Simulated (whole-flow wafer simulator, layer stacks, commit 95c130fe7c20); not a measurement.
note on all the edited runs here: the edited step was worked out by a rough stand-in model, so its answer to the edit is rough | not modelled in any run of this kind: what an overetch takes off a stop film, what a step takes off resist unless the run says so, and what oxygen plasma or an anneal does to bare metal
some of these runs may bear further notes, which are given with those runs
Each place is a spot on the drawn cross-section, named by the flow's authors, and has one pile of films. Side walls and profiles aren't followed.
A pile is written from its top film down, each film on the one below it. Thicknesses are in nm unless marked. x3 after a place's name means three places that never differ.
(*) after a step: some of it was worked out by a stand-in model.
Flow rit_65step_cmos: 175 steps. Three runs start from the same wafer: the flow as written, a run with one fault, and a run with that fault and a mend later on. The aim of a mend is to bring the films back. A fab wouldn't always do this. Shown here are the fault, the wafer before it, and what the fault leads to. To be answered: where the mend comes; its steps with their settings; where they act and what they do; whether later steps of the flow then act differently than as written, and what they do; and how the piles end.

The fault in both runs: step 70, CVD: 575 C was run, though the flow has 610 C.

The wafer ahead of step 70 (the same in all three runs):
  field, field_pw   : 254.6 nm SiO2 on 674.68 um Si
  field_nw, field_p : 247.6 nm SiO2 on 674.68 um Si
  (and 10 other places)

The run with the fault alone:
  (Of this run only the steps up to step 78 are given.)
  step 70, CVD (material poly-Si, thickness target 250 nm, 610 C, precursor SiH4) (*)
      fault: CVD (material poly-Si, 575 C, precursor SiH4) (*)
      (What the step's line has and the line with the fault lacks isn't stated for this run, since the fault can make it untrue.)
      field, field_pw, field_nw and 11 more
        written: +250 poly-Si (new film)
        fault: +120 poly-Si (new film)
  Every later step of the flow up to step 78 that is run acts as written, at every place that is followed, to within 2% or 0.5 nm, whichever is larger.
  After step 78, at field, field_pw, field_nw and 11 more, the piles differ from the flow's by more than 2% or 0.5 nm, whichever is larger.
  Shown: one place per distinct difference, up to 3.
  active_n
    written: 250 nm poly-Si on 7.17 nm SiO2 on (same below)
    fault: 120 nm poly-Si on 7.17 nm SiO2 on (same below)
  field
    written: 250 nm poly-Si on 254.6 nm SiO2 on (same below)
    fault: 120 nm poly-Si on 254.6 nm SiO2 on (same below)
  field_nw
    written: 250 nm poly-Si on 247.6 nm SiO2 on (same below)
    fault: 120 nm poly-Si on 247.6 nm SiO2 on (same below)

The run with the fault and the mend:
  After step 71 comes the mend.
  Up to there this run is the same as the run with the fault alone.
  step 71a, CVD (material poly-Si, thickness target 130 nm, 610 C, precursor SiH4) (*) (the flow's step 70, run once more with other settings)
      field, field_pw, field_nw and 11 more
        +130 poly-Si
  Every later step of the flow that is run acts as written, at every place that is followed, to within 2% or 0.5 nm, whichever is larger.
  By the end, the piles equal the flow's at every place that both follow.
